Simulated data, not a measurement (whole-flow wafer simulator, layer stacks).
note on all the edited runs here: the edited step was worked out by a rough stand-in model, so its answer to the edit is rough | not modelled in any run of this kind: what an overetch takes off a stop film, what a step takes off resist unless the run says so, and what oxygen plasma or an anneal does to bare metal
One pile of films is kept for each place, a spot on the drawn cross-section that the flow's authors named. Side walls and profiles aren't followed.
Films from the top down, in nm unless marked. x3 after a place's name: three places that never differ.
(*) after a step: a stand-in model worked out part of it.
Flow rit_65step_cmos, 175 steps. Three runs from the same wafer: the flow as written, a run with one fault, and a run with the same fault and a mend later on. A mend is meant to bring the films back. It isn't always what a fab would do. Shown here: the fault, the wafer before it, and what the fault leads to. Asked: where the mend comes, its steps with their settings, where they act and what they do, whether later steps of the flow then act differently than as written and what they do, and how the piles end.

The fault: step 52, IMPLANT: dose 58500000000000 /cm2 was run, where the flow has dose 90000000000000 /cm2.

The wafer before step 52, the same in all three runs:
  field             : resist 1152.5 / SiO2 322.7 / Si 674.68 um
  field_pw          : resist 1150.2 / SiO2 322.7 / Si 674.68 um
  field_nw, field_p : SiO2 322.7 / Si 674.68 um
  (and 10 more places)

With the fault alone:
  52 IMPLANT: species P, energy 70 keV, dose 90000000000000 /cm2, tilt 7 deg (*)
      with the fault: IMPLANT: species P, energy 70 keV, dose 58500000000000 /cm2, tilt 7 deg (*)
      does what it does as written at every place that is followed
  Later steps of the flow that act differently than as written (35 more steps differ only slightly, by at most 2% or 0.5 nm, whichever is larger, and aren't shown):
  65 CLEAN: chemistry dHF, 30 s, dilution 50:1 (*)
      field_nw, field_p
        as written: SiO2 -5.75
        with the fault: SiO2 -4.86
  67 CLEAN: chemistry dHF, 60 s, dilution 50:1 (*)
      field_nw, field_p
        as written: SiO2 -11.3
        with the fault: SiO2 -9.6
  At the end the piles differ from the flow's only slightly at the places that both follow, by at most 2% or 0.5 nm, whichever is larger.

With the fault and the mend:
  The mend comes after step 52.
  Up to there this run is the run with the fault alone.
  52a IMPLANT: species P, energy 70 keV, dose 31500000000000 /cm2, tilt 7 deg (*) (the flow's step 52 once more, with other settings)
      changes no film at any place that is followed
  No later step of the flow acts differently than as written at any place that is followed.
  At the end the piles are the same as the flow's at every place that both follow.
